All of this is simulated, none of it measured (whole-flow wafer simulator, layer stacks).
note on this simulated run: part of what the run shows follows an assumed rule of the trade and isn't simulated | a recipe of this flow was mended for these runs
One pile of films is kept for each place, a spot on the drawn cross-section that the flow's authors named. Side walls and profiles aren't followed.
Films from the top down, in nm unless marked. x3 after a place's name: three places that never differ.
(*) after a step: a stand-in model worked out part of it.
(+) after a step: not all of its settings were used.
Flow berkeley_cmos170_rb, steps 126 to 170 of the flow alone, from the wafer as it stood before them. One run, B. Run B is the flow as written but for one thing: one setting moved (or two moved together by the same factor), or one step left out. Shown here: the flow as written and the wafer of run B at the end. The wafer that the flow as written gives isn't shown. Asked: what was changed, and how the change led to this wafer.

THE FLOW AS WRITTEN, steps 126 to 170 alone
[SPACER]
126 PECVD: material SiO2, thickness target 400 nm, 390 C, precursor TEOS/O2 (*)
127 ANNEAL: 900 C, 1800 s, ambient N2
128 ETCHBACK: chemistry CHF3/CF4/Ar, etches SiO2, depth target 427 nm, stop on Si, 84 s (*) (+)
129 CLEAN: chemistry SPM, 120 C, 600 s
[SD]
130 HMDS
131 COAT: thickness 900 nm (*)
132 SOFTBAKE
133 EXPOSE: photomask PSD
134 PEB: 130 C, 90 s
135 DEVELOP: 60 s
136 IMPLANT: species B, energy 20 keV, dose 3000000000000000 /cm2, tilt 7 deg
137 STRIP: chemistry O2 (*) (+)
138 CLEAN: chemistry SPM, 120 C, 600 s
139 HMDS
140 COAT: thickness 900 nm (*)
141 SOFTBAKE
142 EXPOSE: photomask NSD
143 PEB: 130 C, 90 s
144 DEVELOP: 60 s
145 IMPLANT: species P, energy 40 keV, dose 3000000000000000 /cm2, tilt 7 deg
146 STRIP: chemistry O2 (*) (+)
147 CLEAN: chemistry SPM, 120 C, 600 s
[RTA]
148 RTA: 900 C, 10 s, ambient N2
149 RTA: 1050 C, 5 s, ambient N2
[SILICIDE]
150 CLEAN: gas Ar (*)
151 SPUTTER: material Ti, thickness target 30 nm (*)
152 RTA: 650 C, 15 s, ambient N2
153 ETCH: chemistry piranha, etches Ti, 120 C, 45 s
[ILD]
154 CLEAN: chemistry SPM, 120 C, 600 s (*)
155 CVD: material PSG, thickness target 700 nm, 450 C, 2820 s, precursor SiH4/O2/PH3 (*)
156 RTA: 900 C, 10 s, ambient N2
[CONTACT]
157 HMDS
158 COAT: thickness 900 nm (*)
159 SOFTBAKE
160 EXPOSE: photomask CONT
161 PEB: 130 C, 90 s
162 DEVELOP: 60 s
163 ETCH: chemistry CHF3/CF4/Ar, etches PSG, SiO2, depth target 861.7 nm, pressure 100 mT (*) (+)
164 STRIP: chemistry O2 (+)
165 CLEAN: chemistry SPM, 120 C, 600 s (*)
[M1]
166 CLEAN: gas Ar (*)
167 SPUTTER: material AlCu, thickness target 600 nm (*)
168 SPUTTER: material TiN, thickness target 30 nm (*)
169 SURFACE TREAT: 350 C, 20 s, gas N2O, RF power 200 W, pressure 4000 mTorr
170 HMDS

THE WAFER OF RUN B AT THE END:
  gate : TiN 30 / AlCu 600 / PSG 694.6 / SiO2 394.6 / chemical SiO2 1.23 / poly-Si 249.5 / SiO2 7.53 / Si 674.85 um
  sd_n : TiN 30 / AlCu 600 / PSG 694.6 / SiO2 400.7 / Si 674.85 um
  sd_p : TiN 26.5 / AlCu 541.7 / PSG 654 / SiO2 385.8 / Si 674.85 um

The cause: step 128, ETCHBACK: chemistry CHF3/CF4/Ar, etches SiO2, depth target 427 nm, stop on Si, 84 s (*) (+), was left out.

How the change led to this, step by step:
  129 CLEAN: chemistry SPM, 120 C, 600 s
      sd_n, sd_p, contact, m1: nothing (as written it would be: chemical SiO2 +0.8 (new film), Si -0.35)
      gate, gate_p: nothing (as written it would be: chemical SiO2 +0.8 (new film), poly-Si -0.35)
  131 COAT: thickness 900 nm (*)
      spacer_n: KrF-resist +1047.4 (new film) (as written it would be: KrF-resist +791.7 (new film))
      sd_p: KrF-resist +1033.4 (new film) (as written it would be: KrF-resist +1008.7 (new film))
      (and at 2 more places)
  134 PEB: 130 C, 90 s
      spacer_n: KrF-resist -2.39 (as written it would be: KrF-resist -1.72)
      spacer_p: KrF-resist -2.38 (as written it would be: KrF-resist -1.7)
  135 DEVELOP: 60 s
      sd_p: KrF-resist -1031.1 (all of it) (as written it would be: KrF-resist -1006.4 (all of it))
      spacer_p: KrF-resist -1040.1 (all of it) (as written it would be: KrF-resist -783.4 (all of it))
      (and at 1 more place)
  137 STRIP: chemistry O2 (*) (+)
      spacer_n: KrF-resist -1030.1 (all of it) (as written it would be: KrF-resist -775.1 (all of it))
  140 COAT: thickness 900 nm (*)
      spacer_n: KrF-resist +1047.4 (new film) (as written it would be: KrF-resist +791.4 (new film))
      sd_p: KrF-resist +1033.4 (new film) (as written it would be: KrF-resist +1008.5 (new film))
      (and at 2 more places)
  143 PEB: 130 C, 90 s
      spacer_n: KrF-resist -2.39 (as written it would be: KrF-resist -1.72)
      spacer_p: KrF-resist -2.38 (as written it would be: KrF-resist -1.7)
  144 DEVELOP: 60 s
      spacer_n: KrF-resist -1045 (all of it) (as written it would be: KrF-resist -789.7 (all of it))
  146 STRIP: chemistry O2 (*) (+)
      sd_p: KrF-resist -1016.1 (all of it) (as written it would be: KrF-resist -991.3 (all of it), chemical SiO2 +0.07)
      gate_p: KrF-resist -765 (all of it) (as written it would be: KrF-resist -747.2 (all of it), chemical SiO2 +0.07)
      (and at 1 more place)
  150 CLEAN: gas Ar (*)
      sd_n, sd_p, contact, m1: SiO2 -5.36 (as written it would be: chemical SiO2 -1.23 (all of it))
      gate, gate_p: SiO2 -5.36 (as written it would be: chemical SiO2 -1.23 (all of it), poly-Si -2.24)
  151 SPUTTER: material Ti, thickness target 30 nm (*)
      spacer_n, spacer_p: Ti +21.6 (new film) (as written it would be: Ti +30 (new film))
  152 RTA: 650 C, 15 s, ambient N2
      sd_n, contact, m1: nothing (as written it would be: Ti -23.4, TiSi first +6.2 (new film), TiSi2 C49 +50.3 (new film), Si -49)
      gate, gate_p: nothing (as written it would be: Ti -23.4, TiSi first +6.2 (new film), TiSi2 C49 +50.3 (new film), poly-Si -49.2)
      (and at 1 more place)
  153 ETCH: chemistry piranha, etches Ti, 120 C, 45 s
      sd_n, gate, gate_p, contact, m1: Ti -30 (all of it) (as written it would be: Ti -6.6 (all of it), TiSi first -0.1)
      sd_p: Ti -27.8 (all of it) (as written it would be: Ti -6.14 (all of it), TiSi first -0.1)
      (and at 2 more places)
  155 CVD: material PSG, thickness target 700 nm, 450 C, 2820 s, precursor SiH4/O2/PH3 (*)
      spacer_n, spacer_p: PSG +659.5 (new film) (as written it would be: PSG +700 (new film))
  156 RTA: 900 C, 10 s, ambient N2
      sd_n, contact, m1: nothing (as written it would be: under 1 film: TiSi2 +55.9 (new film), TiSi first -6.09 (all of it), TiSi2 C49 -50.3 (all of it), Si -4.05)
      gate, gate_p: nothing (as written it would be: under 1 film: TiSi2 +55.9 (new film), TiSi first -6.09 (all of it), TiSi2 C49 -50.3 (all of it), poly-Si -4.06)
      (and at 1 more place)
  158 COAT: thickness 900 nm (*)
      spacer_n: KrF-resist +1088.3 (new film) (as written it would be: KrF-resist +830.5 (new film))
      gate: KrF-resist +783.3 (new film) (as written it would be: KrF-resist +810 (new film))
      (and at 2 more places)
  ... 5 more steps ...
  168 SPUTTER: material TiN, thickness target 30 nm (*)
      spacer_n: TiN +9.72 (new film) (as written it would be: TiN +30 (new film))
      sd_p: TiN +26.5 (new film) (as written it would be: TiN +25.8 (new film))
      (and at 2 more places)
